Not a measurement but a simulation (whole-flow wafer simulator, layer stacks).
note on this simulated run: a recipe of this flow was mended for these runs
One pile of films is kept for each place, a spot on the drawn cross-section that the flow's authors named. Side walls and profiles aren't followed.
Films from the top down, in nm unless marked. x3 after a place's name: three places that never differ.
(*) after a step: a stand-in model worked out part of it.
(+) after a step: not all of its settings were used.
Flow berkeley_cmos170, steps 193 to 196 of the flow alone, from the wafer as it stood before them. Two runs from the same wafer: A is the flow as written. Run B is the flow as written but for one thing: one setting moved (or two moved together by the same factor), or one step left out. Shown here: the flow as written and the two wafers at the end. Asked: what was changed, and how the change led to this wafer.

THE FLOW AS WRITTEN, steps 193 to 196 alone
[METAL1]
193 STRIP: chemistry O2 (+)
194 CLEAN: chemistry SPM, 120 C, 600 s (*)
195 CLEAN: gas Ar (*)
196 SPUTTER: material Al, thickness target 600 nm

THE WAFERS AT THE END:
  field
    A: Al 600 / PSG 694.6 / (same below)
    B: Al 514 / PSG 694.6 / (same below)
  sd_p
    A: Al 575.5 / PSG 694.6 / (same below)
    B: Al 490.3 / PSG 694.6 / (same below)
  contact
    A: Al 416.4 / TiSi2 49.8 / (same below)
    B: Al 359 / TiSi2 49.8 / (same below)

The cause: step 196, SPUTTER: thickness target 514 nm was run, where the flow has thickness target 600 nm.
It can be read off the wafer: field has Al 514, and step 196 as written asks for 600 nm.

How the change led to this, step by step:
  196 SPUTTER: material Al, thickness target 600 nm
      field, mark, sd_n and 8 more: A Al +600 (new film) | B Al +514 (new film)
      sd_p: A Al +575.5 (new film) | B Al +490.3 (new film)
      (and at 1 more place)
